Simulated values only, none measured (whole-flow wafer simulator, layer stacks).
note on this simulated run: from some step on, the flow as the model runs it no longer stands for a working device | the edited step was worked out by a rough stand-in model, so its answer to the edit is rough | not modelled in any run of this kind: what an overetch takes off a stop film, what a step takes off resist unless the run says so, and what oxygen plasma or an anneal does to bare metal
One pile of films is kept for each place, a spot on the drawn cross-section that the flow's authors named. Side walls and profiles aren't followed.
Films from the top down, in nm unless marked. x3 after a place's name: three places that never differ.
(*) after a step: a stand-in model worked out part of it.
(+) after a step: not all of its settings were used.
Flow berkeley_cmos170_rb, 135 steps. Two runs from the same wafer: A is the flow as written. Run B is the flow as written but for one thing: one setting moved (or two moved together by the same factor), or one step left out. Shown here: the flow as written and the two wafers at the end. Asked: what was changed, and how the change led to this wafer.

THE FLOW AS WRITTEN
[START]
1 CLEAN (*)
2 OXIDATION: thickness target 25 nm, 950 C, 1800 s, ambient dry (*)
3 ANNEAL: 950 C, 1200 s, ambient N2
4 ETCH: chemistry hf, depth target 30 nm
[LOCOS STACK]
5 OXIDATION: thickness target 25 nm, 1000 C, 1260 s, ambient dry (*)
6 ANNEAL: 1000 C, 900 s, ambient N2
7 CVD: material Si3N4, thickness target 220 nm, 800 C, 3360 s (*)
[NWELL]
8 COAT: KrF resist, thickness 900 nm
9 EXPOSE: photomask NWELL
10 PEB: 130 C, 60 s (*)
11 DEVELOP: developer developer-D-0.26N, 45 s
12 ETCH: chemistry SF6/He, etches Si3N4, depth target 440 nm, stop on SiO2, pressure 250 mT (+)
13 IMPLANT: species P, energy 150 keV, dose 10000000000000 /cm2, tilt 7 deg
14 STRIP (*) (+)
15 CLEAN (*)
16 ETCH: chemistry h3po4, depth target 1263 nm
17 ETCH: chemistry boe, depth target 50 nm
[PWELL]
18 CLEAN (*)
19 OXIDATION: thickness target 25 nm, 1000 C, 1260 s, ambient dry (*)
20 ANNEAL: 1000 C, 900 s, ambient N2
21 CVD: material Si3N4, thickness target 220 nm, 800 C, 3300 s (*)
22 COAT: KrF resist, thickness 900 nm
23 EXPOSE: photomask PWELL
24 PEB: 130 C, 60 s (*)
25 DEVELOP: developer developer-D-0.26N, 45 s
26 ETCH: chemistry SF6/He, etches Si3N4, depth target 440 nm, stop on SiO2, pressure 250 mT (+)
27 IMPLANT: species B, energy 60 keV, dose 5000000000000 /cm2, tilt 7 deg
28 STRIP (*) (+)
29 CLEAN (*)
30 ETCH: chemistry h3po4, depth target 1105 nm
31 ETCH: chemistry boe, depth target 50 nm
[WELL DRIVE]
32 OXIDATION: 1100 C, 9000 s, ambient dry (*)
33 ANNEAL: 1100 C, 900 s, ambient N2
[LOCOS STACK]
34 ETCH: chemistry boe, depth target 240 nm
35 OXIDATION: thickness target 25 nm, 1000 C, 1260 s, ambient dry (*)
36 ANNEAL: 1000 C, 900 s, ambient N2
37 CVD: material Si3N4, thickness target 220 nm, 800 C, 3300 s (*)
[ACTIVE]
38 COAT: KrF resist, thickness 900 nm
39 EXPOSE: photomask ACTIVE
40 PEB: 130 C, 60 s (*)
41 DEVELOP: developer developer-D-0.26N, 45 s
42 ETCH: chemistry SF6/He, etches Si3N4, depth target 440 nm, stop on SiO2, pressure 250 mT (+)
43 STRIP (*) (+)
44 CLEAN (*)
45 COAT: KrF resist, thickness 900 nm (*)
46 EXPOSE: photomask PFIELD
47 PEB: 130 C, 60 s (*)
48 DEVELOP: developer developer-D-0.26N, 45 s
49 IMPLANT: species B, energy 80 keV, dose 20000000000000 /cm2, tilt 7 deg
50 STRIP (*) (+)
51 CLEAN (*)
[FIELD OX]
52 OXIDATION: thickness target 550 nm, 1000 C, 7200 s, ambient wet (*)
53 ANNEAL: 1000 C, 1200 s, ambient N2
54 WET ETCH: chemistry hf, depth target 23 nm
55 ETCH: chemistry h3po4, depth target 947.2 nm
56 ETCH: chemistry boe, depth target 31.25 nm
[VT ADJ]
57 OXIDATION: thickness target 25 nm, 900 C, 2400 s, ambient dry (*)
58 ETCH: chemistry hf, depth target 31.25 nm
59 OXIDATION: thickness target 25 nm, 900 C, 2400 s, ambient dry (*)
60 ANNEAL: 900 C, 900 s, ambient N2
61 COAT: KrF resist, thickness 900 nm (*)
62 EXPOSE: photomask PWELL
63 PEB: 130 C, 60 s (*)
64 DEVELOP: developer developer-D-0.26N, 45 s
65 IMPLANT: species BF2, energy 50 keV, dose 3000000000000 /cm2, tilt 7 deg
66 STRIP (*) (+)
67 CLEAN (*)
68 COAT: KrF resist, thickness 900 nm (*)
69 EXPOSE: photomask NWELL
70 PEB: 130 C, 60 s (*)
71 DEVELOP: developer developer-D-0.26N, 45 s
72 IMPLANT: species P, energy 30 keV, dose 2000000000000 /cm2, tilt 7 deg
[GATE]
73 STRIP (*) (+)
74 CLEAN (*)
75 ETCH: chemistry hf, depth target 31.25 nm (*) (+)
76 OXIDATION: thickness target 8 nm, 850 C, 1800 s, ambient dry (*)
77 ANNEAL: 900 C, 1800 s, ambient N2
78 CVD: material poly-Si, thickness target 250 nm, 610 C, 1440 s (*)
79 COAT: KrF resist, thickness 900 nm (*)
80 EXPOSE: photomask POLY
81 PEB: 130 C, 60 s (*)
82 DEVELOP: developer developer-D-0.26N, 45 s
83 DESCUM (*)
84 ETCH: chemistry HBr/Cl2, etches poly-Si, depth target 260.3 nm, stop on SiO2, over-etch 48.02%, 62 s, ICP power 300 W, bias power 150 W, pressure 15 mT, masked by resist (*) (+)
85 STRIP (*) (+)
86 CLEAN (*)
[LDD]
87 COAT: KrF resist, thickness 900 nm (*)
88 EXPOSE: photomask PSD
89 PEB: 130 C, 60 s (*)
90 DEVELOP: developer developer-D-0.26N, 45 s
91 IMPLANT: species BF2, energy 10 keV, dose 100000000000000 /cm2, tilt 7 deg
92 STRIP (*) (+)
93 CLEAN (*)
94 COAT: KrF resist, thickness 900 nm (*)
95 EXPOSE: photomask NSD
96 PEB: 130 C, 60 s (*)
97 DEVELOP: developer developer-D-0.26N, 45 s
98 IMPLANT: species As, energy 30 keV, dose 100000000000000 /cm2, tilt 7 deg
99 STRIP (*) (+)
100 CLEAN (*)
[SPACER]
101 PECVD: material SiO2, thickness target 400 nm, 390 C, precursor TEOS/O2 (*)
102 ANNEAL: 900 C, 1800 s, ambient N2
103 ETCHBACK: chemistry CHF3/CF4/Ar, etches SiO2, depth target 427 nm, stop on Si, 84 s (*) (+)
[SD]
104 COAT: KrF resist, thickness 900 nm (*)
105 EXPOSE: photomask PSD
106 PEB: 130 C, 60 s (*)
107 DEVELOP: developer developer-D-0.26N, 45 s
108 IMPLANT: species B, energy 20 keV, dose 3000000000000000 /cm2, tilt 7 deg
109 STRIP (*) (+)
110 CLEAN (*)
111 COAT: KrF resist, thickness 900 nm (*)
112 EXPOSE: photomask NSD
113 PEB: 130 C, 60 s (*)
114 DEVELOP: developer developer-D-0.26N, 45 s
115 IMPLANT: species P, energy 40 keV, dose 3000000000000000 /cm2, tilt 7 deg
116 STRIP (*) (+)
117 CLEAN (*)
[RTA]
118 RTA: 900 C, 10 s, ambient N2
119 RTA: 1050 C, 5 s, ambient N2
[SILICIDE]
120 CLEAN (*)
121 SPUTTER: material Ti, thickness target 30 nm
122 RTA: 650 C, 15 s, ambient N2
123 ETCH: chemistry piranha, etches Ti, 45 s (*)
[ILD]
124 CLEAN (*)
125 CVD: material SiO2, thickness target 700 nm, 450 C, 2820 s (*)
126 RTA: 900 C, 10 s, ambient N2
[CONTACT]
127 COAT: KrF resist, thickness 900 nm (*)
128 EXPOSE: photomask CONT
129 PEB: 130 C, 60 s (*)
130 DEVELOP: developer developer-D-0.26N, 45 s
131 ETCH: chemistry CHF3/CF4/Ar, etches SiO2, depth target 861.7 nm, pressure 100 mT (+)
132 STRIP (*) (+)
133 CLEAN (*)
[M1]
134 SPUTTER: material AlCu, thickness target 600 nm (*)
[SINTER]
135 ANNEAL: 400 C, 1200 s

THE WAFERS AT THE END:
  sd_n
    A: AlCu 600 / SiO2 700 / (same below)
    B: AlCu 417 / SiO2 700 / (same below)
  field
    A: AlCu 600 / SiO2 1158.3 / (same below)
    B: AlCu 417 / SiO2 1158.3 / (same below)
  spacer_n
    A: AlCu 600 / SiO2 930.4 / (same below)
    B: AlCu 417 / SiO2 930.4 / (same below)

The cause: step 134, SPUTTER: thickness target 417 nm was run, where the flow has thickness target 600 nm.
It can be read off the wafer: sd_n has AlCu 417, and step 134 as written asks for 600 nm.

How the change led to this, step by step:
  134 SPUTTER: material AlCu, thickness target 600 nm (*)
      field, sd_n, spacer_n, gate, spacer_p, gate_p, m1: A AlCu +600 (new film) | B AlCu +417 (new film)
      sd_p: A AlCu +545.9 (new film) | B AlCu +373.8 (new film)
      (and at 1 more place)
